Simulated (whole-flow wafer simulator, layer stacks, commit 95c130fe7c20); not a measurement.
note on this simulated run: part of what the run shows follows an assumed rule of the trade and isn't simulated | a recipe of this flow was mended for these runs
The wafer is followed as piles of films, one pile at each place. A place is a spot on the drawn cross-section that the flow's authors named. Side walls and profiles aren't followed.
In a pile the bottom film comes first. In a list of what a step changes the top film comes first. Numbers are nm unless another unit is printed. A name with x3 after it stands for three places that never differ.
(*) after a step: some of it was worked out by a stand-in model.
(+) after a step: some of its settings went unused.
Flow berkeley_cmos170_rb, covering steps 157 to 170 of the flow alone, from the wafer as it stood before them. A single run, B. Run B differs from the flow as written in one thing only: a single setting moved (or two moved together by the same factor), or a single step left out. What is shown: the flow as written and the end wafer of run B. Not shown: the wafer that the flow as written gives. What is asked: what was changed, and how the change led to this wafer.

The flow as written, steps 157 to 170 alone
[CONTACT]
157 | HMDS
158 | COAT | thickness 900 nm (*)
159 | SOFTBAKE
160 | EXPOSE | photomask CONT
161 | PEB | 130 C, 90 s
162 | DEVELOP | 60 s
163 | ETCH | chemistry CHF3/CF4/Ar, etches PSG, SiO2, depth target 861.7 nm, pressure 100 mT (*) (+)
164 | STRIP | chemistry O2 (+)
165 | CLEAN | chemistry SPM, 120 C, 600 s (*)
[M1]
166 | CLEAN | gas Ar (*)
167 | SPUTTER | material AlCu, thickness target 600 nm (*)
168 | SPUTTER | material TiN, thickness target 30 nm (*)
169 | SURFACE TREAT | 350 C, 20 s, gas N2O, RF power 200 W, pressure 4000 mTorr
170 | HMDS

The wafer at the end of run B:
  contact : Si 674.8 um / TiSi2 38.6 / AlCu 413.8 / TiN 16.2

The reason: step 163, ETCH: depth target 1000 nm was run, though the flow has depth target 861.7 nm.

How this came from the change, step by step:
  163 | ETCH | chemistry CHF3/CF4/Ar, etches PSG, SiO2, depth target 861.7 nm, pressure 100 mT (*) (+)
      field, sd_n, spacer_n, gate, sd_p, spacer_p, gate_p, m1: KrF-resist loses 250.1 (in the flow as written it would be: KrF-resist loses 215.4)
      contact: PSG loses 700 (all of it), TiSi2 loses 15 (in the flow as written it would be: PSG loses 700 (all of it), TiSi2 loses 8.08)
  164 | STRIP | chemistry O2 (+)
      field: KrF-resist loses 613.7 (all of it) (in the flow as written it would be: KrF-resist loses 648.4 (all of it))
      sd_n: KrF-resist loses 737.8 (all of it) (in the flow as written it would be: KrF-resist loses 772.5 (all of it))
      (and at 6 other places as well)
